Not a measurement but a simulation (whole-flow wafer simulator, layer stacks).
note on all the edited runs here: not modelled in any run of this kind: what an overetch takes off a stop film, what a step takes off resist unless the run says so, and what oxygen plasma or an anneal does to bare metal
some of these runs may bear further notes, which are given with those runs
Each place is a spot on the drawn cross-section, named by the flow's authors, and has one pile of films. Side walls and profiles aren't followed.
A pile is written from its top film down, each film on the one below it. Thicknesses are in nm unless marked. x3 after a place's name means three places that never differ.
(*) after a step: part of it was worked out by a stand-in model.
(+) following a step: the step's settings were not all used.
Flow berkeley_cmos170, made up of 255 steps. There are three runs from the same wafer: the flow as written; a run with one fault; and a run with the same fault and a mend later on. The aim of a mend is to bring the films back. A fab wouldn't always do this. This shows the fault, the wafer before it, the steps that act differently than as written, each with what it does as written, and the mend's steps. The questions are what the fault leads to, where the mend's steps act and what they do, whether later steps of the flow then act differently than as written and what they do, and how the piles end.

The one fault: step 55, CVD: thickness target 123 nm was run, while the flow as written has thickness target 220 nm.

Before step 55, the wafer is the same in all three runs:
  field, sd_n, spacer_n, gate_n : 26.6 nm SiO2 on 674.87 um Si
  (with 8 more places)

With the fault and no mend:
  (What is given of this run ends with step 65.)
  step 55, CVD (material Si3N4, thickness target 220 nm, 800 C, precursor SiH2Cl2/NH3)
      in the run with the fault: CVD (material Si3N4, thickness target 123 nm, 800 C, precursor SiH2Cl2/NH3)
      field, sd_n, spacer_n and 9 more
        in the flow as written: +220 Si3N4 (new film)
        in the run with the fault: +123 Si3N4 (new film)
  Steps further on in the flow that do not act as written:
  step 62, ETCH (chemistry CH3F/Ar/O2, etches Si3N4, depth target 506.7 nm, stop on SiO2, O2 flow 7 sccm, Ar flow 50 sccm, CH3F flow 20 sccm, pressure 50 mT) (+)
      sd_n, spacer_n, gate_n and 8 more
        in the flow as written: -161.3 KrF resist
        in the run with the fault: -96.7 KrF resist
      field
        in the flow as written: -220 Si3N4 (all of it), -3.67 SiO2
        in the run with the fault: -123 Si3N4 (all of it), -3.67 SiO2
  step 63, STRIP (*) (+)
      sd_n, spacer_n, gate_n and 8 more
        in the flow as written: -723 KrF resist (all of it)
        in the run with the fault: -787.7 KrF resist (all of it)
  After step 65, at sd_n, spacer_n, gate_n and 8 more, the piles differ from the flow's by more than 2% or 0.5 nm, whichever is larger.
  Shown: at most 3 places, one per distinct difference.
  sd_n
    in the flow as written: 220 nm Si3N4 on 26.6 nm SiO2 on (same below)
    in the run with the fault: 123 nm Si3N4 on 26.6 nm SiO2 on (same below)

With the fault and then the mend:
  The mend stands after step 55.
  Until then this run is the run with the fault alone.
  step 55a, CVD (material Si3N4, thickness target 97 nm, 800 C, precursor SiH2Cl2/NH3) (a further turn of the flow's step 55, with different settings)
      field, sd_n, spacer_n and 9 more
        +97 Si3N4
  None of the later steps of the flow acts differently than as written at any place that is followed.
  The piles end the same as the flow's at every place that both follow.
